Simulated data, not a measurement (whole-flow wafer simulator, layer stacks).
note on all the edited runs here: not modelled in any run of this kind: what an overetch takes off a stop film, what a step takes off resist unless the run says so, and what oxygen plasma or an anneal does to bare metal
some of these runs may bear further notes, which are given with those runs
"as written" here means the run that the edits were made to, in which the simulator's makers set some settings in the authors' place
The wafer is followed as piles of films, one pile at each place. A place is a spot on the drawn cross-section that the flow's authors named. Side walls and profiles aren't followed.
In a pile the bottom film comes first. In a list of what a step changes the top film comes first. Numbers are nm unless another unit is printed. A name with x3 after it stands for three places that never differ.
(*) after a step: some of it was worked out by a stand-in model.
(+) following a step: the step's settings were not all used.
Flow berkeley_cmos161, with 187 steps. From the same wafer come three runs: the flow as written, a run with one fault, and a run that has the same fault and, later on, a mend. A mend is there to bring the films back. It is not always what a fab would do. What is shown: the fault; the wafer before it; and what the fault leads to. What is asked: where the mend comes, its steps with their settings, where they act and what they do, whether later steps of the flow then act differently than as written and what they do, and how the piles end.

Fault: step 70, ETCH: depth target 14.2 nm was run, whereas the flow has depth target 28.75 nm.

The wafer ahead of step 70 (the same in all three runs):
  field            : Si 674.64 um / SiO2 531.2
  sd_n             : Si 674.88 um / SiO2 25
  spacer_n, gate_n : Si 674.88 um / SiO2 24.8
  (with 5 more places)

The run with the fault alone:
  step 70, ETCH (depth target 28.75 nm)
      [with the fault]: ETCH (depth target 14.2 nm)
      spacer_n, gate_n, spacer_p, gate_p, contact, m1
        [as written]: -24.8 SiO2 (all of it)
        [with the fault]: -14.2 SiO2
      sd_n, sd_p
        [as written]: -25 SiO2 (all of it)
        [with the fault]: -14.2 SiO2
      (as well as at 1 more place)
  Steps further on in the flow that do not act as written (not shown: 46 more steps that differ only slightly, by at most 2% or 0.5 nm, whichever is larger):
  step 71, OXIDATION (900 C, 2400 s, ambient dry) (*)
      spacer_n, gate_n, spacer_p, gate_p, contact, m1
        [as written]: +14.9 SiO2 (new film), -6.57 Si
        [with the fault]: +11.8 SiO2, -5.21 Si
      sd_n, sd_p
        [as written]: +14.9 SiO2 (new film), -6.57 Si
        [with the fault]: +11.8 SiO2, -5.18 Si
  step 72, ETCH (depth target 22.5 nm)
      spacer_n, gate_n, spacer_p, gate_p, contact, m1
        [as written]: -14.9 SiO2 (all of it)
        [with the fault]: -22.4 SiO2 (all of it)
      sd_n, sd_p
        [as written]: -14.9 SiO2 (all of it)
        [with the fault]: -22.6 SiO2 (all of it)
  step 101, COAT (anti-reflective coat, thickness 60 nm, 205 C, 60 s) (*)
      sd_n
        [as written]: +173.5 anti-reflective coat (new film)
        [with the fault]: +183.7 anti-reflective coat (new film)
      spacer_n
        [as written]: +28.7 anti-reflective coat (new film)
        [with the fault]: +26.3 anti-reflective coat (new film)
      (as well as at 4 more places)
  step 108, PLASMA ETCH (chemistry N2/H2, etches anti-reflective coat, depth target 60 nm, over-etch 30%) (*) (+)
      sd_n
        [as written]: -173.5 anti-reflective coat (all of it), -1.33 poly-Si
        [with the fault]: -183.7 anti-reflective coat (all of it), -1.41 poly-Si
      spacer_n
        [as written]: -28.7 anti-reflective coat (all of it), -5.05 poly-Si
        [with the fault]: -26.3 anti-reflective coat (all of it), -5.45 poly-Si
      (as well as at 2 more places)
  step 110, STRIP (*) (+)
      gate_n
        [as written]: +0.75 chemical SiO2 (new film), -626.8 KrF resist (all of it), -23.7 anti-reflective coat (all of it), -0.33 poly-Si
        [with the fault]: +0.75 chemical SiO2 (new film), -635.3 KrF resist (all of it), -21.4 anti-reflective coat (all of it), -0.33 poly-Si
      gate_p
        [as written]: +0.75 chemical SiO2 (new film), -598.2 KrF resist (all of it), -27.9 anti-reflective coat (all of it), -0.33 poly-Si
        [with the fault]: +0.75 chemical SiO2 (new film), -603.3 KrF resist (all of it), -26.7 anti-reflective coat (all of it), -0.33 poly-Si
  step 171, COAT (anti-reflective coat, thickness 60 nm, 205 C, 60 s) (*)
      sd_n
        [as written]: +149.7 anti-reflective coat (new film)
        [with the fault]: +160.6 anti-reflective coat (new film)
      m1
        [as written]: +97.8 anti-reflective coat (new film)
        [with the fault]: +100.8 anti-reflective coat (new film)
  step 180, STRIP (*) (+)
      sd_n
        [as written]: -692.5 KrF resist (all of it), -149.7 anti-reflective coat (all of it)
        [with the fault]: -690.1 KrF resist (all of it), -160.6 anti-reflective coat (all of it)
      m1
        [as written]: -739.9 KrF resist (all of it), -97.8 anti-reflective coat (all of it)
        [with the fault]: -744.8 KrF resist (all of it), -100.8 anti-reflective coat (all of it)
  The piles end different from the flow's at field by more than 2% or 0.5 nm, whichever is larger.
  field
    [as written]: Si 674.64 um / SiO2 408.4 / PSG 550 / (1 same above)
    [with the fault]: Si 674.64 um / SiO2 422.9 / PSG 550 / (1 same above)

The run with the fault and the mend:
  After step 70 comes the mend.
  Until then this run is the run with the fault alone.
  step 70a, ETCH (depth target 14.55 nm) (a further turn of the flow's step 70, with different settings)
      spacer_n, gate_n, spacer_p, gate_p, contact, m1
        -10.6 SiO2 (all of it)
      sd_n, sd_p
        -10.8 SiO2 (all of it)
      field
        -14.6 SiO2
  Later steps of the flow that are run all act as written at every place that is followed.
  By the end, the piles equal the flow's at every place that both follow.
